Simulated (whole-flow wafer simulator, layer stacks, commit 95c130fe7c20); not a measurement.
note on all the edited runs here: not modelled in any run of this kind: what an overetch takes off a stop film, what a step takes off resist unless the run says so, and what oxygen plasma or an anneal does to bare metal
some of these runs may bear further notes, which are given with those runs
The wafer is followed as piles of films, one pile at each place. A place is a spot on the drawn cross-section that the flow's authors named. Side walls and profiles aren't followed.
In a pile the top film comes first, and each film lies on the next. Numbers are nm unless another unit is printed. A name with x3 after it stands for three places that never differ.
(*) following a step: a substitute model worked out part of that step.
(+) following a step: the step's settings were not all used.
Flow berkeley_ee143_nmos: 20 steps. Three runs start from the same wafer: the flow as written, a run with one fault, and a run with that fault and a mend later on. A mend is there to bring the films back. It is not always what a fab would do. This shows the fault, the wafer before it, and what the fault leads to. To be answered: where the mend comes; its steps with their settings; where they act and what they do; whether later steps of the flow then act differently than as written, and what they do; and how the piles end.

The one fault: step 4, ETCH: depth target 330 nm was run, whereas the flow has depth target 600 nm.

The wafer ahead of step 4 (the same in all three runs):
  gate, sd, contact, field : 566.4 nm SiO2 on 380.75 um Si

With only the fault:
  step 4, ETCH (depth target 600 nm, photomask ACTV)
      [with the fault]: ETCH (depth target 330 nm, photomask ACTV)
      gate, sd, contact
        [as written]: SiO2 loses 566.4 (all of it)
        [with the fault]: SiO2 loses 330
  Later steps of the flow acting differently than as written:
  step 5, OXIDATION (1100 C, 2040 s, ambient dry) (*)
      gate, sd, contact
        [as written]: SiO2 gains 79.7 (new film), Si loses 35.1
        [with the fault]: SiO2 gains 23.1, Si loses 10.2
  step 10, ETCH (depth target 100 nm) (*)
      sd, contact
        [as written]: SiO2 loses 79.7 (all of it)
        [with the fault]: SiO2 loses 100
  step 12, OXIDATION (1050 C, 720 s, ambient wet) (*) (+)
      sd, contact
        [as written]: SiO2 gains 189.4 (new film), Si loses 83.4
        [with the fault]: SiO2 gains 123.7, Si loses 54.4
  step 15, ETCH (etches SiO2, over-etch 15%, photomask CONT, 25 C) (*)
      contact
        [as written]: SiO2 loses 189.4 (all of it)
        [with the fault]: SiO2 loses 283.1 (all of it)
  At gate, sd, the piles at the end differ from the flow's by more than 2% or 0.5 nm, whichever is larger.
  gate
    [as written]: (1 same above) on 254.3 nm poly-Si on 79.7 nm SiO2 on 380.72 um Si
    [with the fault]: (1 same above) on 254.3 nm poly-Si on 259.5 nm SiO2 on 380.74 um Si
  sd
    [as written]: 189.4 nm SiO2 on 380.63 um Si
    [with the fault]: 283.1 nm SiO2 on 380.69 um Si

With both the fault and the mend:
  The mend stands after step 4.
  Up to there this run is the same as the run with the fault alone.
  step 4a, ETCH (depth target 270 nm, photomask ACTV) (the flow's step 4, run once more with other settings)
      gate, sd, contact
        SiO2 loses 236.4 (all of it)
  Later steps of the flow that are run all act as written at every place that is followed.
  By the end, the piles equal the flow's at every place that both follow.
